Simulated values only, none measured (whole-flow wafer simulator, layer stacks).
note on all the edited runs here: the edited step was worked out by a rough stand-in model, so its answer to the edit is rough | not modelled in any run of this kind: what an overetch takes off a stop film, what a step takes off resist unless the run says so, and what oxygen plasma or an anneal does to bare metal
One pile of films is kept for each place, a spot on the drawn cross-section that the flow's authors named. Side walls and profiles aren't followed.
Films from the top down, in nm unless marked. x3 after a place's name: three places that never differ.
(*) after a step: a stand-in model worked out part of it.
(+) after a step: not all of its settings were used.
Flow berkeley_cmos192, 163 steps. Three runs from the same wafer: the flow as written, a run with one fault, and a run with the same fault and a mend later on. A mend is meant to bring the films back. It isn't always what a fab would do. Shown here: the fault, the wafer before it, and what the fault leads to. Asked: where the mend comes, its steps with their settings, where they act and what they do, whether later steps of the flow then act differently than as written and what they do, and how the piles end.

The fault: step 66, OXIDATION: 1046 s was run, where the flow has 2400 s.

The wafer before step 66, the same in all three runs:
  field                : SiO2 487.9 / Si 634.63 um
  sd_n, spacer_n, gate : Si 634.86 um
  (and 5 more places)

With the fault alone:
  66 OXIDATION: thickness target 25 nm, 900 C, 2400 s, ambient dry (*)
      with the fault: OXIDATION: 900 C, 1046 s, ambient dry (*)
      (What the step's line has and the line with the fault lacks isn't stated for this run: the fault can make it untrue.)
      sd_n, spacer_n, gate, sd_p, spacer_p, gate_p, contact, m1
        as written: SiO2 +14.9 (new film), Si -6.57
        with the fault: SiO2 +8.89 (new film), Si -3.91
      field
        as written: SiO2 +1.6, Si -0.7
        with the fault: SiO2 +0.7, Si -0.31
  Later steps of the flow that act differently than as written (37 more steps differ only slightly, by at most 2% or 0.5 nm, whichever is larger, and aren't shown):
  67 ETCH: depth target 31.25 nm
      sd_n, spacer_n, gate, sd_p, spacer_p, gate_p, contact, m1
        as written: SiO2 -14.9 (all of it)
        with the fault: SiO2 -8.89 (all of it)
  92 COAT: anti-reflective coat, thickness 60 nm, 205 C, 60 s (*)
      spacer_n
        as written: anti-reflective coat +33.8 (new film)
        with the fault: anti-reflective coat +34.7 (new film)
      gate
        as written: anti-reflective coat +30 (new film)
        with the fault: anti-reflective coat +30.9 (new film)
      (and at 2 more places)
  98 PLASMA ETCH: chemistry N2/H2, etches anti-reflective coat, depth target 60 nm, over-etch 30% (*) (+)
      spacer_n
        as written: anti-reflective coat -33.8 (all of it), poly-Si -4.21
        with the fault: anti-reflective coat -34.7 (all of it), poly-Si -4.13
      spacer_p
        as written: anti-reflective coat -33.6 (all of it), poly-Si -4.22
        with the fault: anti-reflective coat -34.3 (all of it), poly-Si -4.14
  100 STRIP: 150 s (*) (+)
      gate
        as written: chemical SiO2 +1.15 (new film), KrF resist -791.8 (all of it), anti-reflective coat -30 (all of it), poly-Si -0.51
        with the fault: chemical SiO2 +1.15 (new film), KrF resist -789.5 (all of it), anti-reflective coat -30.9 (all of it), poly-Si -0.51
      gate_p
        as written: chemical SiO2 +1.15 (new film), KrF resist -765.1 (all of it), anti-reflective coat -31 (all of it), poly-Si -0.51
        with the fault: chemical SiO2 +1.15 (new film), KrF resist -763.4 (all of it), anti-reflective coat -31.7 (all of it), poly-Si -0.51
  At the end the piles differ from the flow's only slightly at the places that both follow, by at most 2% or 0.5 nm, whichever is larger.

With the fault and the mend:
  The mend comes after step 66.
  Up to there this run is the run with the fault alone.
  66a OXIDATION: 900 C, 1354 s, ambient dry (*) (the flow's step 66 once more, with other settings)
      sd_n, spacer_n, gate, sd_p, spacer_p, gate_p, contact, m1
        SiO2 +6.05, Si -2.66
      field
        SiO2 +0.9, Si -0.4
  No later step of the flow acts differently than as written at any place that is followed.
  At the end the piles are the same as the flow's at every place that both follow.
